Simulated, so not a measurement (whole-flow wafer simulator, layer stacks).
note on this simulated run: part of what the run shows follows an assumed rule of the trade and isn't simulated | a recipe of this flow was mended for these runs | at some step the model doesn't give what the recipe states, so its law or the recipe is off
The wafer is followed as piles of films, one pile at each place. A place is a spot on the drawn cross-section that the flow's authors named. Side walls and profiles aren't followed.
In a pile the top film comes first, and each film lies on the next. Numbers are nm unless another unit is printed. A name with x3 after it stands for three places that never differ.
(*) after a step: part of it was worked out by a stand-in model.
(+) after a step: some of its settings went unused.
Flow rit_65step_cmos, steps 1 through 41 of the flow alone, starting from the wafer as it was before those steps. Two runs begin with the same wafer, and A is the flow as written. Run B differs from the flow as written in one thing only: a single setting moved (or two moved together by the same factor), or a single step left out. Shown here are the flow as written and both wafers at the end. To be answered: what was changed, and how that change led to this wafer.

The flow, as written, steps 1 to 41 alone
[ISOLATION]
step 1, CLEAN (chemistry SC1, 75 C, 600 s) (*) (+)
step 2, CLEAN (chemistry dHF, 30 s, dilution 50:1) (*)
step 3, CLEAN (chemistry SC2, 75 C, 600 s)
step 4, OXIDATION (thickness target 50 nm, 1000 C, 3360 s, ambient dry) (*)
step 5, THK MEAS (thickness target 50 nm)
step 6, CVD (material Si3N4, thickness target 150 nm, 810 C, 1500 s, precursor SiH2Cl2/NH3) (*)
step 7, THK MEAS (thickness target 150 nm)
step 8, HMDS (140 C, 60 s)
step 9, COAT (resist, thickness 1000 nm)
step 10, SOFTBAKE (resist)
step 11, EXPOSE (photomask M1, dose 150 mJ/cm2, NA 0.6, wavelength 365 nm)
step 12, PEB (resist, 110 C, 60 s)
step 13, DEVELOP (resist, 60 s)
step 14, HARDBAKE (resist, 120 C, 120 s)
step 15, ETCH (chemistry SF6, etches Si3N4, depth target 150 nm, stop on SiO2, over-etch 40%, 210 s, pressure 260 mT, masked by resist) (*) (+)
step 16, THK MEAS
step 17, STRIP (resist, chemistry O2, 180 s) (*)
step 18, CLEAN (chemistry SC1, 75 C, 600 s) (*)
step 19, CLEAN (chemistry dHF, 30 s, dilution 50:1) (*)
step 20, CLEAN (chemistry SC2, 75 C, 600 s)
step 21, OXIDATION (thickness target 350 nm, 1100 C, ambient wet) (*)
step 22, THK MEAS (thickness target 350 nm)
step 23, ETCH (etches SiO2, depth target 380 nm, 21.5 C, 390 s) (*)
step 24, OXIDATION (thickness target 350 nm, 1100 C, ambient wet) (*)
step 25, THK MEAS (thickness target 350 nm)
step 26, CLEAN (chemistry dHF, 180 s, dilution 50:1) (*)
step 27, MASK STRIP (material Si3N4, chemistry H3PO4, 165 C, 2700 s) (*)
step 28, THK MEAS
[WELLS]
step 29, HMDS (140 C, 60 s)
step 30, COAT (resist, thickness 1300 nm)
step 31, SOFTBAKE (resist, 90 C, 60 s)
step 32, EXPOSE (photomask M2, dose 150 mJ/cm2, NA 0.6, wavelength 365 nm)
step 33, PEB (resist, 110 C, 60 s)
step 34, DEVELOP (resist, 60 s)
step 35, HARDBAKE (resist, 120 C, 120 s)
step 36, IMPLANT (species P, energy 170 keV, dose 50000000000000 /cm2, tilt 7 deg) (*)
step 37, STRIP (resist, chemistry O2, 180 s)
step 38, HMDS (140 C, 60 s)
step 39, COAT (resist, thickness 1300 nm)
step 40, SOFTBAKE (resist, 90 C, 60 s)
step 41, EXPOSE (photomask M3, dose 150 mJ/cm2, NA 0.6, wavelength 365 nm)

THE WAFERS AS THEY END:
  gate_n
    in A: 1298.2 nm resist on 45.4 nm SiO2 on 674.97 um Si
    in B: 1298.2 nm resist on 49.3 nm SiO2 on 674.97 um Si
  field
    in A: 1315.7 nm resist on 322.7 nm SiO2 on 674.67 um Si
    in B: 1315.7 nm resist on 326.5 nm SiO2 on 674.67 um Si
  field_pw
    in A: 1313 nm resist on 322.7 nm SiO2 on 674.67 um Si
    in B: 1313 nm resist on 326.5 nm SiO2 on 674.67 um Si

What caused this: step 27, MASK STRIP: 1728 s was run, while the flow as written has 2700 s.

Step by step, how the change led to this:
  step 27, MASK STRIP (material Si3N4, chemistry H3PO4, 165 C, 2700 s) (*)
      active_n, active_p, gate_n and 7 more: A Si3N4 loses 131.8 (all of it), SiO2 loses 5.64 | B Si3N4 loses 131.8 (all of it), SiO2 loses 1.8
      field, field_pw, field_nw, field_p: A SiO2 loses 10.7 | B SiO2 loses 6.83
